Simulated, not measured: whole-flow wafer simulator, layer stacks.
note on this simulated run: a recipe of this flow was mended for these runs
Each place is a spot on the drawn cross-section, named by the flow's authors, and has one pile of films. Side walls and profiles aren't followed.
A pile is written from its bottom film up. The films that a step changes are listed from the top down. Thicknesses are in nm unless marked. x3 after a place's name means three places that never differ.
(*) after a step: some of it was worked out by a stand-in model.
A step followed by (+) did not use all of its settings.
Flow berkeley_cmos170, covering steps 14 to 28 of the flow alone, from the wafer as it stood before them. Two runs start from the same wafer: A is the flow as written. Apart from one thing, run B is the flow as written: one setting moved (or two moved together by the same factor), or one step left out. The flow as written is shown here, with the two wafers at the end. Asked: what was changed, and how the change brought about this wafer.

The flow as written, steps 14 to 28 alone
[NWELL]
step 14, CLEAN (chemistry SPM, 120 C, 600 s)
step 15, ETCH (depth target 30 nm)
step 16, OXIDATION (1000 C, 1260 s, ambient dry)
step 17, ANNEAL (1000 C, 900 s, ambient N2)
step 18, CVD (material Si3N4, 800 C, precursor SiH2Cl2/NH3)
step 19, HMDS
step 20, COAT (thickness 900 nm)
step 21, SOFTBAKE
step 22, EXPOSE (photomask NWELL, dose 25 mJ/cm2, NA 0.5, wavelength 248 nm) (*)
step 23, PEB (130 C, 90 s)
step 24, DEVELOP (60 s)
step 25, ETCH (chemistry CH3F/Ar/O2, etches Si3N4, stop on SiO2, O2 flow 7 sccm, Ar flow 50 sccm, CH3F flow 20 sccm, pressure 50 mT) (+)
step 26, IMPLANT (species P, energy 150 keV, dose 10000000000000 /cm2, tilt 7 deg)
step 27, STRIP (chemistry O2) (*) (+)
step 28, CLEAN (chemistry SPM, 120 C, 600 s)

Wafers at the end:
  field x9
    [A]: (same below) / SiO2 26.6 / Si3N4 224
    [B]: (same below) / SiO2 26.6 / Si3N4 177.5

What caused this: step 18, CVD: 780 C was run, though the flow has 800 C.

How this came from the change, step by step:
  step 18, CVD (material Si3N4, 800 C, precursor SiH2Cl2/NH3)
      field x9, mark, sd_p x3: A +224 Si3N4 (new film) | B +177.5 Si3N4 (new film)
  step 25, ETCH (chemistry CH3F/Ar/O2, etches Si3N4, stop on SiO2, O2 flow 7 sccm, Ar flow 50 sccm, CH3F flow 20 sccm, pressure 50 mT) (+)
      field x9, mark: A -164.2 KrF-resist | B -133.2 KrF-resist
      sd_p x3: A -224 Si3N4 (all of it), -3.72 SiO2 | B -177.5 Si3N4 (all of it), -3.72 SiO2
  step 27, STRIP (chemistry O2) (*) (+)
      field x9, mark: A -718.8 KrF-resist (all of it) | B -749.8 KrF-resist (all of it)
